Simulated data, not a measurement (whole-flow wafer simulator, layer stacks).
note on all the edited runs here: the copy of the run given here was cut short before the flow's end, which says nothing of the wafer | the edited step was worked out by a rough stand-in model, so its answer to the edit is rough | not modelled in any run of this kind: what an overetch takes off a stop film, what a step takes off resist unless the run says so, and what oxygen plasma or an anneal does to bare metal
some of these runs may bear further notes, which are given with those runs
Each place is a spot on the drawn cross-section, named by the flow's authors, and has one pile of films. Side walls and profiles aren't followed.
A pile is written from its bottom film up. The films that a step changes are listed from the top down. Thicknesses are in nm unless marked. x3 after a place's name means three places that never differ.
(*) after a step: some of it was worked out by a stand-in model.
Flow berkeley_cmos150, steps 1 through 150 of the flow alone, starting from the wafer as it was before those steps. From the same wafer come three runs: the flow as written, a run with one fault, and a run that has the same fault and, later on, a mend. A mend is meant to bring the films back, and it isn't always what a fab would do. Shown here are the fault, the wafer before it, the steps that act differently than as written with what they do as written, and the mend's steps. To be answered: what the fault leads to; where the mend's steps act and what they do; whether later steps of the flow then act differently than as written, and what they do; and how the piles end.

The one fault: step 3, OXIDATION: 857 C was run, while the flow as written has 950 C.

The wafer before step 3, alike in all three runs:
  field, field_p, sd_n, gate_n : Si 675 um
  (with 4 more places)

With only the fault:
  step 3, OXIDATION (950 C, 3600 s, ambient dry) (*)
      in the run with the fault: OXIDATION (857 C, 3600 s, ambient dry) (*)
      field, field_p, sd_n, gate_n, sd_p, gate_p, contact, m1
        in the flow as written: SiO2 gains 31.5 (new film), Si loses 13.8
        in the run with the fault: SiO2 gains 12.4 (new film), Si loses 5.47
  Steps later in the flow that act otherwise than as written (39 other steps are not shown; they differ only slightly, by no more than 2% or 0.5 nm, whichever is larger):
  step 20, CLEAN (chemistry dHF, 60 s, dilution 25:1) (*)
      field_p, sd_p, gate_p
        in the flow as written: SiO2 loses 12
        in the run with the fault: SiO2 loses 9.35 (all of it)
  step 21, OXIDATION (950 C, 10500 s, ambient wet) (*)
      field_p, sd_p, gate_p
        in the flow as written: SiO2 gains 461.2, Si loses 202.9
        in the run with the fault: SiO2 gains 473 (new film), Si loses 208.1
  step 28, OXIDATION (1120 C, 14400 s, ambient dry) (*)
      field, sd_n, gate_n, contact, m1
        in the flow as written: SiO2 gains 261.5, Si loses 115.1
        in the run with the fault: SiO2 gains 277.6, Si loses 122.1
  The piles end only slightly different from the flow's at the places that both follow, by no more than 2% or 0.5 nm, whichever is larger.

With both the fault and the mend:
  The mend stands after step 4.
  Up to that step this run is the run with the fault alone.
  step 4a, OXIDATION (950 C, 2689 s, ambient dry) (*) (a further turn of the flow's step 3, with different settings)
      field, field_p, sd_n, gate_n, sd_p, gate_p, contact, m1
        SiO2 gains 19.2, Si loses 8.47
  Every later step of the flow that is run acts as written, at every place that is followed, to within 2% or 0.5 nm, whichever is larger.
  At every place that both follow, the piles at the end match the flow's.
